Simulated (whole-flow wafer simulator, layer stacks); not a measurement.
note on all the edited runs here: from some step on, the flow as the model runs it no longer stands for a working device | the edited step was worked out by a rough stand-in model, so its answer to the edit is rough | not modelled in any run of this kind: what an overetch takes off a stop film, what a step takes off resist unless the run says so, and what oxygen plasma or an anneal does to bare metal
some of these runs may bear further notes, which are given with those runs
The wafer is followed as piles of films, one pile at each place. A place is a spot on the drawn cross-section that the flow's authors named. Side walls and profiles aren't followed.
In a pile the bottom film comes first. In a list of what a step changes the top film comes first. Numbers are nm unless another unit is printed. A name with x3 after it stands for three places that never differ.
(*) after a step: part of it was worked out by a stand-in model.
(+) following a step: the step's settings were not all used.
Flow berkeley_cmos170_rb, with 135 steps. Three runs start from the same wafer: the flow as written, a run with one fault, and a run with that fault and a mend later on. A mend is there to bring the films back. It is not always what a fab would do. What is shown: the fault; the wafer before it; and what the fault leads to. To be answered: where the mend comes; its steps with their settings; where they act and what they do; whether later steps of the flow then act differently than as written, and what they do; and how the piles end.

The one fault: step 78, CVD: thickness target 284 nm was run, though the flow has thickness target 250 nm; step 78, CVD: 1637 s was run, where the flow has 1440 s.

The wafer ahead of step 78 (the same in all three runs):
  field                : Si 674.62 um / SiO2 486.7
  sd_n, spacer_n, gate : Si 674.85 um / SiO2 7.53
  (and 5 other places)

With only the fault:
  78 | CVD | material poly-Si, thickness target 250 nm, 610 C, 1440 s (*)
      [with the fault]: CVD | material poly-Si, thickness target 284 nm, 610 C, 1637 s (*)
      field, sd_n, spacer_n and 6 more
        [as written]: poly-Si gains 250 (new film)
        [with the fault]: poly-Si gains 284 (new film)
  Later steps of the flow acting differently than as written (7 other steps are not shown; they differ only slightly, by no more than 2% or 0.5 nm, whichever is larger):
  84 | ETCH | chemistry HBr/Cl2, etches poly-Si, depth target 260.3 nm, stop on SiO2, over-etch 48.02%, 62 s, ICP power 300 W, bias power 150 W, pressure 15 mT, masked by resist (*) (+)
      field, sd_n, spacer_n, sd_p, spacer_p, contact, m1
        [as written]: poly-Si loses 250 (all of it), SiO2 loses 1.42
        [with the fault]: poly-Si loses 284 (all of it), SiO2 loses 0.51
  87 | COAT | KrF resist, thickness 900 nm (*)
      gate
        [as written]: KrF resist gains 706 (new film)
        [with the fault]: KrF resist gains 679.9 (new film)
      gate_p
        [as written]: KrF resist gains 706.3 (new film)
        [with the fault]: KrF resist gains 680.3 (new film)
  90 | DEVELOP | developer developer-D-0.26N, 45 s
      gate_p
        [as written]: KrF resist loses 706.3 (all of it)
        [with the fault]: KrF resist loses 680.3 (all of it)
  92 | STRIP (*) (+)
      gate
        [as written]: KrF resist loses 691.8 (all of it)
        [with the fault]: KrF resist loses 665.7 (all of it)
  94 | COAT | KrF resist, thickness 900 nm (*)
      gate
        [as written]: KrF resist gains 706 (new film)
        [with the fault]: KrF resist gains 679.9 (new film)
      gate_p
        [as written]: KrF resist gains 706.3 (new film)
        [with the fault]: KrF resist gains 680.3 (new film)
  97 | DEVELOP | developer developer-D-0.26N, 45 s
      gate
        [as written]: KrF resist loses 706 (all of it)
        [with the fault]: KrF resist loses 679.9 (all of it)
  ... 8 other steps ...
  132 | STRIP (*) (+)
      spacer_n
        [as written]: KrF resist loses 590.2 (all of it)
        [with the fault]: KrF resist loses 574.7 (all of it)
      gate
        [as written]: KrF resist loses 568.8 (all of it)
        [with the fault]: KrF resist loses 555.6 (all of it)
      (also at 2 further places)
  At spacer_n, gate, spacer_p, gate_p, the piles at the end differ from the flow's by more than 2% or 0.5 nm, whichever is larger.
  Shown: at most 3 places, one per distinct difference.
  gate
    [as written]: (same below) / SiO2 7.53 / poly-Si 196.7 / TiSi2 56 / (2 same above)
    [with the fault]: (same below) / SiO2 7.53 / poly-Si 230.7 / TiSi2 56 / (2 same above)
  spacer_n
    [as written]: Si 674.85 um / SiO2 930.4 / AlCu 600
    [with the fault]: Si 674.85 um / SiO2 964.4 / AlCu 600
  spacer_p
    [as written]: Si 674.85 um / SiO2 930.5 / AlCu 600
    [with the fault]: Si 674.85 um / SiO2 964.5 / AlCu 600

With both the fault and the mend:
  After step 78 comes the mend.
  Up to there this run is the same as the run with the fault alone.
  78a | ETCH | chemistry tmah, depth target 34 nm
      field, sd_n, spacer_n and 6 more
        poly-Si loses 34
  Later steps of the flow that are run all act as written at every place that is followed.
  The piles end the same as the flow's at every place that both follow.
